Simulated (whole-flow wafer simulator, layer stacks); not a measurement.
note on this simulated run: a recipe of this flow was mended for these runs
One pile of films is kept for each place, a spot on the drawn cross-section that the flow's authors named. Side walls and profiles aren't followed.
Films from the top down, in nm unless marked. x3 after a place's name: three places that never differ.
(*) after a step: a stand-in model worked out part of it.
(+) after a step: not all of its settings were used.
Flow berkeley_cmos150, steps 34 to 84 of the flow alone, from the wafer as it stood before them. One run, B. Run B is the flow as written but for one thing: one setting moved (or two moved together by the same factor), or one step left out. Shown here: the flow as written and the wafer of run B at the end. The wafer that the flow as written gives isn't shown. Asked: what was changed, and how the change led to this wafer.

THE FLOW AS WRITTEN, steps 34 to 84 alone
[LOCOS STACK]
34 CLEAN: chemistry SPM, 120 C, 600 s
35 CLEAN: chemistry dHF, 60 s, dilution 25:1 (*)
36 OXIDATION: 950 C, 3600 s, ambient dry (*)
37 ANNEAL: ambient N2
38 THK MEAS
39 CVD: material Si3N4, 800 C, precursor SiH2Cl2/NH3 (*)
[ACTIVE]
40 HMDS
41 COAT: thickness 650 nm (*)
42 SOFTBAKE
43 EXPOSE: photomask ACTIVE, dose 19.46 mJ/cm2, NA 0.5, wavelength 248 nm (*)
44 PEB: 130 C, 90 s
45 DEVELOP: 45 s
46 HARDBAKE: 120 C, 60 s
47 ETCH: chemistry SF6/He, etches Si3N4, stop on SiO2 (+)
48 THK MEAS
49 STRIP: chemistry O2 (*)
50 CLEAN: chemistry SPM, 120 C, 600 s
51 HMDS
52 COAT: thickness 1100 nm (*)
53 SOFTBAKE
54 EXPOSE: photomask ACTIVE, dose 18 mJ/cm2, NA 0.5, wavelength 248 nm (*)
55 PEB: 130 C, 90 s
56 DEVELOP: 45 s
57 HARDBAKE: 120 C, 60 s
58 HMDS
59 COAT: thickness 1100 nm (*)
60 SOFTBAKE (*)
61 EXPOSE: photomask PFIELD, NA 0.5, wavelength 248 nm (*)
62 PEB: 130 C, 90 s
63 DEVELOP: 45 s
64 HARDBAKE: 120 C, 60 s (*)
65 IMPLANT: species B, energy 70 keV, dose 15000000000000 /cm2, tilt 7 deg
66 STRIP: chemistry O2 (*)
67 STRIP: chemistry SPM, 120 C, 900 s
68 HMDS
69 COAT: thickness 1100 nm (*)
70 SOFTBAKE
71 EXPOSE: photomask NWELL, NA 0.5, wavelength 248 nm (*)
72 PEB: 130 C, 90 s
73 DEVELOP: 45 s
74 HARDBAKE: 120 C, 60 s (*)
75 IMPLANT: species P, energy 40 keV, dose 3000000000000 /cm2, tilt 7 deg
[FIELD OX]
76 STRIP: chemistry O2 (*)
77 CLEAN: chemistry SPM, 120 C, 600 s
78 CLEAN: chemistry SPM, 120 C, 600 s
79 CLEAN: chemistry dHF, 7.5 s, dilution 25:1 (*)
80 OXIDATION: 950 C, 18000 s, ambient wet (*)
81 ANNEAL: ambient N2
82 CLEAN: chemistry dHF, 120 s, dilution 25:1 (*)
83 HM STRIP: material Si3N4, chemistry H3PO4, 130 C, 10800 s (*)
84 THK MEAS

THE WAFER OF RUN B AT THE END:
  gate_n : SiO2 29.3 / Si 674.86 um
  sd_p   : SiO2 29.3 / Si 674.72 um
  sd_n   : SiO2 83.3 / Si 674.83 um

The cause: step 39, CVD: 769 C was run, where the flow has 800 C.

How the change led to this, step by step:
  39 CVD: material Si3N4, 800 C, precursor SiH2Cl2/NH3 (*)
      field, field_p, sd_n, gate_n, sd_p, gate_p, contact, m1: Si3N4 +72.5 (new film) (as written it would be: Si3N4 +106 (new film))
  47 ETCH: chemistry SF6/He, etches Si3N4, stop on SiO2 (+)
      sd_n, gate_n, sd_p, gate_p, contact, m1: KrF-resist -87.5 (as written it would be: KrF-resist -124)
      field, field_p: Si3N4 -72.5 (all of it), SiO2 -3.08 (as written it would be: Si3N4 -106 (all of it), SiO2 -3.08)
  49 STRIP: chemistry O2 (*)
      sd_n: KrF-resist -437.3 (all of it) (as written it would be: KrF-resist -400.9 (all of it))
      gate_n: KrF-resist -445.7 (all of it) (as written it would be: KrF-resist -409.3 (all of it))
      (and at 4 more places)
  80 OXIDATION: 950 C, 18000 s, ambient wet (*)
      sd_n: SiO2 +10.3 (new film), Si3N4 -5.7, SiO2 +54, Si -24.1 (as written it would be: SiO2 +10.3 (new film), Si3N4 -5.7, SiO2 +34.7, Si -15.4)
  83 HM STRIP: material Si3N4, chemistry H3PO4, 130 C, 10800 s (*)
      sd_n, gate_n, contact, m1: Si3N4 -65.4 (all of it), SiO2 -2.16 (as written it would be: Si3N4 -98.9 (all of it), SiO2 -1.88)
      sd_p, gate_p: Si3N4 -65.1 (all of it), SiO2 -2.16 (as written it would be: Si3N4 -98.7 (all of it), SiO2 -1.88)
